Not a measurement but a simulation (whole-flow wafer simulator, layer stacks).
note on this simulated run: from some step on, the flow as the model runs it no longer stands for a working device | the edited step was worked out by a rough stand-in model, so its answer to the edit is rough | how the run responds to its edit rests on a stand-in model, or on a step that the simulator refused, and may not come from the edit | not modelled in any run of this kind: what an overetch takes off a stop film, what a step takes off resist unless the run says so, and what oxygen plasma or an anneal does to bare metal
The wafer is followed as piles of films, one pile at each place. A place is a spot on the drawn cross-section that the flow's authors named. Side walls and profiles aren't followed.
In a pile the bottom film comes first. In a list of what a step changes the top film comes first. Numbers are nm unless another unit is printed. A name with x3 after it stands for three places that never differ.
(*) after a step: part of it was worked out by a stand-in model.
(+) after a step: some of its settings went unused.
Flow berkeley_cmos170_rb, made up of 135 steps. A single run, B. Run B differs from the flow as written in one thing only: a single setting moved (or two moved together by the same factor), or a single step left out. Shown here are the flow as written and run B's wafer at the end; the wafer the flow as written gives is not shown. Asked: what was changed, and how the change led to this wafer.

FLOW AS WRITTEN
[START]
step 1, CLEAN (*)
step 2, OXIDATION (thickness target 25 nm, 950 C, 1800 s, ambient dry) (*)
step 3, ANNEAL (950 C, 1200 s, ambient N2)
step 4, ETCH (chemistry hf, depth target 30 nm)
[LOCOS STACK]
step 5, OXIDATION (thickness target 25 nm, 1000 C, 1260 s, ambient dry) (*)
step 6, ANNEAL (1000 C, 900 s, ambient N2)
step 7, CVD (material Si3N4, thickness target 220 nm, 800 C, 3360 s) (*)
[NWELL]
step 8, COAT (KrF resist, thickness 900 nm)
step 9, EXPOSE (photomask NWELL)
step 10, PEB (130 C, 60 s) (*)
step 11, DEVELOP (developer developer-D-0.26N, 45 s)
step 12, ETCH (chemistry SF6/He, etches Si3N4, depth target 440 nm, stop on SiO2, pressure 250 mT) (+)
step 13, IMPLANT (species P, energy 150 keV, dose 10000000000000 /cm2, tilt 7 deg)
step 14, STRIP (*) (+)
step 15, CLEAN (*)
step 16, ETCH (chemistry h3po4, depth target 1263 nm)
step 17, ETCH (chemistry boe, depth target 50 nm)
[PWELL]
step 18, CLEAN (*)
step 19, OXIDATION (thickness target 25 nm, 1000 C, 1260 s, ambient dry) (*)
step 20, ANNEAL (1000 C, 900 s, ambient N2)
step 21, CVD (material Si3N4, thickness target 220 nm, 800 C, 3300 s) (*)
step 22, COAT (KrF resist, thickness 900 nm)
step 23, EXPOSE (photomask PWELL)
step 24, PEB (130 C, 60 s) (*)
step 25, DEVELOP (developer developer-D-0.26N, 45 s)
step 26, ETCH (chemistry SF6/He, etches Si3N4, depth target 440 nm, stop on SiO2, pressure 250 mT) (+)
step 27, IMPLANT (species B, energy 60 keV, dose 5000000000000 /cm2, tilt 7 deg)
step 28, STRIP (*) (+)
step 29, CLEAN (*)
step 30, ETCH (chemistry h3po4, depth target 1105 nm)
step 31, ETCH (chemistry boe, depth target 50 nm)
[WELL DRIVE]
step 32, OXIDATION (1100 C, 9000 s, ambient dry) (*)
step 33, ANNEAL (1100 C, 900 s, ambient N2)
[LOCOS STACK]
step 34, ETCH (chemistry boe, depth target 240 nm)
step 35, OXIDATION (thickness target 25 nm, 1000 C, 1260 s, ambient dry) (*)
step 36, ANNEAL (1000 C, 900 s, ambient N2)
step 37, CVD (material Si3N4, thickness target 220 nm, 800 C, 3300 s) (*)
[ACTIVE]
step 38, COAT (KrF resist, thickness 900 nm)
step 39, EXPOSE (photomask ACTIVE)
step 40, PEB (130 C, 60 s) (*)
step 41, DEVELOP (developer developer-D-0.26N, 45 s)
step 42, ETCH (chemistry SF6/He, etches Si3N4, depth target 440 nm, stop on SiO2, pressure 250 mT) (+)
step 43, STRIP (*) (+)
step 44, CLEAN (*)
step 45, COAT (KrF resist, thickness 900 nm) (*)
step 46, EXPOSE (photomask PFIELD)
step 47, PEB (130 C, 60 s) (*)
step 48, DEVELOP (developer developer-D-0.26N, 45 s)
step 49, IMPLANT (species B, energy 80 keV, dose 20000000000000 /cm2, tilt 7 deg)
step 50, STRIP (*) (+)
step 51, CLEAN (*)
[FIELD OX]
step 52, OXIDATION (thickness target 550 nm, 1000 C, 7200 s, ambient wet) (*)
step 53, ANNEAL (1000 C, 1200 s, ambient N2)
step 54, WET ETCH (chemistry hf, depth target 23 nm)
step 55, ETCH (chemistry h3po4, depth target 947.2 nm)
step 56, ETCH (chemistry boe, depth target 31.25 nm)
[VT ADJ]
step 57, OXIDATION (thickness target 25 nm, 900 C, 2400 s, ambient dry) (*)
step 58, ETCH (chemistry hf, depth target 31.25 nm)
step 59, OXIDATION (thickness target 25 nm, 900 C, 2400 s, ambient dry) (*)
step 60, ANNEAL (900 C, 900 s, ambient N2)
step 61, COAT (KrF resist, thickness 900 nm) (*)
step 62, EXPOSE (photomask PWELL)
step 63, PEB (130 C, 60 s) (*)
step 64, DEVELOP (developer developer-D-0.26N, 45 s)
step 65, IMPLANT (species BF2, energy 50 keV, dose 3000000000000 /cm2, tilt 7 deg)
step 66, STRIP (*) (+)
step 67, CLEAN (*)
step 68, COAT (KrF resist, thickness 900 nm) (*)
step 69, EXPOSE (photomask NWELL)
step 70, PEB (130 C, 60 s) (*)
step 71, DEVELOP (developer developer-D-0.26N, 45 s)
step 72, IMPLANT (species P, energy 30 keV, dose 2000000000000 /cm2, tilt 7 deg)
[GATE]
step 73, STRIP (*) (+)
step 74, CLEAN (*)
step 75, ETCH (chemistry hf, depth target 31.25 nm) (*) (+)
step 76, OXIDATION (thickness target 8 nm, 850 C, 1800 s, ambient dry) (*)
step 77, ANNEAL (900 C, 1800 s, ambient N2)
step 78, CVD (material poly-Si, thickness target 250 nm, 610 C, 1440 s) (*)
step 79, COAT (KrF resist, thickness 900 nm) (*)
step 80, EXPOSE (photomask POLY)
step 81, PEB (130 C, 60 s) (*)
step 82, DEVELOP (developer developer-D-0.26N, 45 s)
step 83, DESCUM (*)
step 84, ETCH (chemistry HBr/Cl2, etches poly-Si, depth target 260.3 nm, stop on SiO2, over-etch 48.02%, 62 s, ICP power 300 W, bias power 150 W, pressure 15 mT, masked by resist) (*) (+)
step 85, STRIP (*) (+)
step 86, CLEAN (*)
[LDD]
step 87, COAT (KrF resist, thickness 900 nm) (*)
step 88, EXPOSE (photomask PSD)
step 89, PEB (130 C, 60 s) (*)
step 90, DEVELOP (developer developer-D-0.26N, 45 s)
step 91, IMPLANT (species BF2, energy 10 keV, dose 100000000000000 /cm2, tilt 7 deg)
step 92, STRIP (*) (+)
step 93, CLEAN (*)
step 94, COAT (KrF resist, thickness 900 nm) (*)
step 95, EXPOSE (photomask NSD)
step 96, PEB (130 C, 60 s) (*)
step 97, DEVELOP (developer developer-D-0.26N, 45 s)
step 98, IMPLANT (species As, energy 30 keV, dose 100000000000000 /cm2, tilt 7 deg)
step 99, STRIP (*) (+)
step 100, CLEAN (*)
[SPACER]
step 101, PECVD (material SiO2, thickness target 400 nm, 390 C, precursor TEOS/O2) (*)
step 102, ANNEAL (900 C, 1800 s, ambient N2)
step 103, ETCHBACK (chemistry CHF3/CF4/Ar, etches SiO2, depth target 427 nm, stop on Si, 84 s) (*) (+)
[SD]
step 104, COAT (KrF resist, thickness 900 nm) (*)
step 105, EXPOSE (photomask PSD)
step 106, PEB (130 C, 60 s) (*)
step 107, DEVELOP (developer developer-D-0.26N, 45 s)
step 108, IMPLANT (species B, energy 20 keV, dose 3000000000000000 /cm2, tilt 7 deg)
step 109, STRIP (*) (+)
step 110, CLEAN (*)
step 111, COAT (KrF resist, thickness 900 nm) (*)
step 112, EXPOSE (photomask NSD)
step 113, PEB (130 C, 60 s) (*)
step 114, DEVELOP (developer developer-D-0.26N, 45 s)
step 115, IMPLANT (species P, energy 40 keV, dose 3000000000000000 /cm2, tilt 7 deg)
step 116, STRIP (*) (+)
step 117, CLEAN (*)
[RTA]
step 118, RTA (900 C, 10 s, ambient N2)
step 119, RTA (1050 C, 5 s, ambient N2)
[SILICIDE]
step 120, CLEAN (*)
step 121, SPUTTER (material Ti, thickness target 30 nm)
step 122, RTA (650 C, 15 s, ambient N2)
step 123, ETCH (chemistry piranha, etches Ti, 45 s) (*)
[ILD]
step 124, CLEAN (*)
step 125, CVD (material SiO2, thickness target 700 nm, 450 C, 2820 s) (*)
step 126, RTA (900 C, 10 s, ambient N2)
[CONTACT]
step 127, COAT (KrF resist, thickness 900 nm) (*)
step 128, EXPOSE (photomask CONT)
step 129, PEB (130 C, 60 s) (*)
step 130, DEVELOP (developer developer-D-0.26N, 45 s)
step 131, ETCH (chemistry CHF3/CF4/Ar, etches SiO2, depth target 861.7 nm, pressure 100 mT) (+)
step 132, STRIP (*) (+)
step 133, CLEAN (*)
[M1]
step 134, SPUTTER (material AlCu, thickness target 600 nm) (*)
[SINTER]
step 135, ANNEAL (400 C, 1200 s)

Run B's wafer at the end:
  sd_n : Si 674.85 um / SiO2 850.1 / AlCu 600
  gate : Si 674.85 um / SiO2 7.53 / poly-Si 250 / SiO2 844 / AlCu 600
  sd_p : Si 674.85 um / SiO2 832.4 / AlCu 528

Cause: step 103, ETCHBACK: depth target 256 nm was run, while the flow as written has depth target 427 nm.

The path from the change to this, step by step:
  step 103, ETCHBACK (chemistry CHF3/CF4/Ar, etches SiO2, depth target 427 nm, stop on Si, 84 s) (*) (+)
      sd_n, contact, m1: -256 SiO2 (in the flow as written it would be: -406.1 SiO2 (all of it))
      spacer_n, spacer_p: nothing (in the flow as written it would be: -157.9 SiO2)
      (also at 4 further places)
  step 104, COAT (KrF resist, thickness 900 nm) (*)
      sd_n: +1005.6 KrF resist (new film) (in the flow as written it would be: +982.1 KrF resist (new film))
      spacer_n: +792.1 KrF resist (new film) (in the flow as written it would be: +766.3 KrF resist (new film))
      (also at 4 further places)
  step 107, DEVELOP (developer developer-D-0.26N, 45 s)
      sd_p: -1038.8 KrF resist (all of it) (in the flow as written it would be: -990.7 KrF resist (all of it))
      spacer_p: -790.9 KrF resist (all of it) (in the flow as written it would be: -767.7 KrF resist (all of it))
      (also at 1 further place)
  step 109, STRIP (*) (+)
      sd_n: -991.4 KrF resist (all of it) (in the flow as written it would be: -967.9 KrF resist (all of it))
      spacer_n: -777.9 KrF resist (all of it) (in the flow as written it would be: -752.1 KrF resist (all of it))
      (also at 1 further place)
  step 111, COAT (KrF resist, thickness 900 nm) (*)
      sd_n: +1005.6 KrF resist (new film) (in the flow as written it would be: +982.1 KrF resist (new film))
      spacer_n: +792.1 KrF resist (new film) (in the flow as written it would be: +766.3 KrF resist (new film))
      (also at 4 further places)
  step 114, DEVELOP (developer developer-D-0.26N, 45 s)
      sd_n: -1005.6 KrF resist (all of it) (in the flow as written it would be: -982.1 KrF resist (all of it))
      spacer_n: -792.1 KrF resist (all of it) (in the flow as written it would be: -766.3 KrF resist (all of it))
      (also at 1 further place)
  step 116, STRIP (*) (+)
      sd_p: -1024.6 KrF resist (all of it) (in the flow as written it would be: -976.5 KrF resist (all of it))
      spacer_p: -776.7 KrF resist (all of it) (in the flow as written it would be: -753.5 KrF resist (all of it))
      (also at 1 further place)
  step 121, SPUTTER (material Ti, thickness target 30 nm)
      sd_p: +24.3 Ti (new film) (in the flow as written it would be: +27.1 Ti (new film))
  step 122, RTA (650 C, 15 s, ambient N2)
      sd_n, contact, m1: nothing (in the flow as written it would be: -23.4 Ti, +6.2 TiSi first (new film), +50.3 TiSi2 C49 (new film), -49 Si)
      gate, gate_p: nothing (in the flow as written it would be: -23.4 Ti, +6.2 TiSi first (new film), +50.3 TiSi2 C49 (new film), -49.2 poly-Si)
      (also at 1 further place)
  step 123, ETCH (chemistry piranha, etches Ti, 45 s) (*)
      sd_n, gate, gate_p, contact, m1: -30 Ti (all of it) (in the flow as written it would be: -6.6 Ti (all of it))
      sd_p: -24.3 Ti (all of it) (in the flow as written it would be: -5.96 Ti (all of it))
  step 125, CVD (material SiO2, thickness target 700 nm, 450 C, 2820 s) (*)
      sd_n, gate, sd_p, gate_p, contact, m1: +700 SiO2 (in the flow as written it would be: +700 SiO2 (new film))
  step 126, RTA (900 C, 10 s, ambient N2)
      sd_n, contact, m1: nothing (in the flow as written it would be: under 1 film: +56 TiSi2 (new film), -6.2 TiSi first (all of it), -50.3 TiSi2 C49 (all of it), -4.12 Si)
      gate, gate_p: nothing (in the flow as written it would be: under 1 film: +56 TiSi2 (new film), -6.2 TiSi first (all of it), -50.3 TiSi2 C49 (all of it), -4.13 poly-Si)
      (also at 1 further place)
  step 127, COAT (KrF resist, thickness 900 nm) (*)
      gate: +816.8 KrF resist (new film) (in the flow as written it would be: +798.4 KrF resist (new film))
      sd_p: +1073.9 KrF resist (new film) (in the flow as written it would be: +1039.8 KrF resist (new film))
      (also at 1 further place)
  step 131, ETCH (chemistry CHF3/CF4/Ar, etches SiO2, depth target 861.7 nm, pressure 100 mT) (+)
      contact: -850.1 SiO2 (all of it), -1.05 Si (in the flow as written it would be: -700 SiO2 (all of it), -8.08 TiSi2)
  step 132, STRIP (*) (+)
      gate: -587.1 KrF resist (all of it) (in the flow as written it would be: -568.8 KrF resist (all of it))
      sd_p: -844.3 KrF resist (all of it) (in the flow as written it would be: -810.2 KrF resist (all of it))
      (also at 1 further place)
  step 134, SPUTTER (material AlCu, thickness target 600 nm) (*)
      sd_p: +528 AlCu (new film) (in the flow as written it would be: +545.9 AlCu (new film))
      contact: +381.7 AlCu (new film) (in the flow as written it would be: +415.1 AlCu (new film))
